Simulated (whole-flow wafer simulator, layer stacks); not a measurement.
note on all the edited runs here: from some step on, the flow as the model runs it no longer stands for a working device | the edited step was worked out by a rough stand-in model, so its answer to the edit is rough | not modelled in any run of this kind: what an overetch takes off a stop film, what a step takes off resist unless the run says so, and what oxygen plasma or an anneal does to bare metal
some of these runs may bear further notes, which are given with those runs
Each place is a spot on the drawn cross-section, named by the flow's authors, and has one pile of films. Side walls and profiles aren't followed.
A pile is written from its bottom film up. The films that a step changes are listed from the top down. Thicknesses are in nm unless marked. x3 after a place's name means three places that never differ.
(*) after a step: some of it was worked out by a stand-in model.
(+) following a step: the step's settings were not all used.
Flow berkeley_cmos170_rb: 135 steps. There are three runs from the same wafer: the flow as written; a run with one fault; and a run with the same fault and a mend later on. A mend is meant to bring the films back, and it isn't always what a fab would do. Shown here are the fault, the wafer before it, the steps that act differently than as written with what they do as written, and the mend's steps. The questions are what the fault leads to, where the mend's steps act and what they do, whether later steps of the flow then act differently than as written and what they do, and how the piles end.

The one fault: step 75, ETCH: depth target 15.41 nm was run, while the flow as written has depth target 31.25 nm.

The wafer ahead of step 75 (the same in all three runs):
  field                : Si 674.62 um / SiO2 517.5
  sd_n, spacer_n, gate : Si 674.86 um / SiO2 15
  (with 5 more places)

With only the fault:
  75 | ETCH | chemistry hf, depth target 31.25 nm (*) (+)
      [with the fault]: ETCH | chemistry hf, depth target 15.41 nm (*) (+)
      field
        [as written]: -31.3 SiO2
        [with the fault]: -15.4 SiO2
  Later steps of the flow acting differently than as written (23 more steps, not shown, differ only slightly: by at most 2% or 0.5 nm, whichever is larger):
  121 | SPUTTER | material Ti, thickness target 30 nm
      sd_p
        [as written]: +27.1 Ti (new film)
        [with the fault]: +25.5 Ti (new film)
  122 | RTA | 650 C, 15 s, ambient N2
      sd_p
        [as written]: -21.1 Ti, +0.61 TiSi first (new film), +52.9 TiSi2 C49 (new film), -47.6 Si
        [with the fault]: -19.9 Ti, +50.5 TiSi2 C49 (new film), -45.1 Si
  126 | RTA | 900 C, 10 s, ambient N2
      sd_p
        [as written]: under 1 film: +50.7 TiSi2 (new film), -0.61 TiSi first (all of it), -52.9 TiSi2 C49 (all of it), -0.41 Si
        [with the fault]: under 1 film: +47.6 TiSi2 (new film), -50.5 TiSi2 C49 (all of it)
  The piles end different from the flow's at sd_p by more than 2% or 0.5 nm, whichever is larger.
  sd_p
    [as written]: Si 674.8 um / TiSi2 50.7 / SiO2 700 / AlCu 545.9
    [with the fault]: Si 674.81 um / TiSi2 47.6 / SiO2 700 / AlCu 541.4

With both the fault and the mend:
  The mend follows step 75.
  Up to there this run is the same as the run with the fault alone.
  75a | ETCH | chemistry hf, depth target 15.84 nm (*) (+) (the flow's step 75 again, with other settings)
      field
        -15.8 SiO2
  Later steps of the flow that are run all act as written at every place that is followed, up to a difference of at most 2% or 0.5 nm, whichever is larger.
  By the end, the piles equal the flow's at every place that both follow.
